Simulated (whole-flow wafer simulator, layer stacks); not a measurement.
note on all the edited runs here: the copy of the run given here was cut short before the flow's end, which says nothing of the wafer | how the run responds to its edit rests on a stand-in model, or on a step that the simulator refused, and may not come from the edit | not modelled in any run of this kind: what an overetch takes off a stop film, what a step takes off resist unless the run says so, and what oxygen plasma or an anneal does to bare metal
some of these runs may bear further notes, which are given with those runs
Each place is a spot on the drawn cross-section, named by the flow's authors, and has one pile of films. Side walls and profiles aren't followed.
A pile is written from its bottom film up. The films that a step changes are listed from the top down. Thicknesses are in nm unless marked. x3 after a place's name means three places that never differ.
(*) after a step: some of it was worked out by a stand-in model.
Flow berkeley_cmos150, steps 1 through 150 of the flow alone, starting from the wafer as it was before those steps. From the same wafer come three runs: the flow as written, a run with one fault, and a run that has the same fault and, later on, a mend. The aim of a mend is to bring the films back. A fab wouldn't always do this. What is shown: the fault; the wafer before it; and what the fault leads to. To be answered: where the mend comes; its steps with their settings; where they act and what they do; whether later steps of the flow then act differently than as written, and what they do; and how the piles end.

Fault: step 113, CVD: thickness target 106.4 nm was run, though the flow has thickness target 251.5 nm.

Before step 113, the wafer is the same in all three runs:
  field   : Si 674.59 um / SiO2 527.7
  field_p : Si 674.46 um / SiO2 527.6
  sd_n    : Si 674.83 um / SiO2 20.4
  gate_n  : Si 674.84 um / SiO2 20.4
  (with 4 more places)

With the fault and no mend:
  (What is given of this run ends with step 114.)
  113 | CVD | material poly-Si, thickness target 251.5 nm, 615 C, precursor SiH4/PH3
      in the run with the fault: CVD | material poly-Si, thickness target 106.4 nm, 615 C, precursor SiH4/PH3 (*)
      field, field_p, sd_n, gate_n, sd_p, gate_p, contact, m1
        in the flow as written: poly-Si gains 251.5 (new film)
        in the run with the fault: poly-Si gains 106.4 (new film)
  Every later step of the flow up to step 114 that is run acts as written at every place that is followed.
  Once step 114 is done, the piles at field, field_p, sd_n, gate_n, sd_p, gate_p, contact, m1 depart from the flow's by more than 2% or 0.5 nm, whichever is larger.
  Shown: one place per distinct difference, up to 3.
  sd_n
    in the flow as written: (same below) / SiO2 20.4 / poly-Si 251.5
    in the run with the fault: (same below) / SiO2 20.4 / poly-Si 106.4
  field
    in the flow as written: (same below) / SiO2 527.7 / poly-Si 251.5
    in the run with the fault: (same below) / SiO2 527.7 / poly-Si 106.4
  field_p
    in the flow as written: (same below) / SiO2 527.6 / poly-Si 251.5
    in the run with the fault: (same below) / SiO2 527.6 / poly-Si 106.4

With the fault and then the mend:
  After step 113 comes the mend.
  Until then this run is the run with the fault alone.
  113a | CVD | material poly-Si, thickness target 145.1 nm, 615 C, precursor SiH4/PH3 (*) (the flow's step 113 again, with other settings)
      field, field_p, sd_n, gate_n, sd_p, gate_p, contact, m1
        poly-Si gains 145.1
  Every later step of the flow that is run acts as written, at every place that is followed, to within 2% or 0.5 nm, whichever is larger.
  The piles end only slightly different from the flow's at the places that both follow, by no more than 2% or 0.5 nm, whichever is larger.
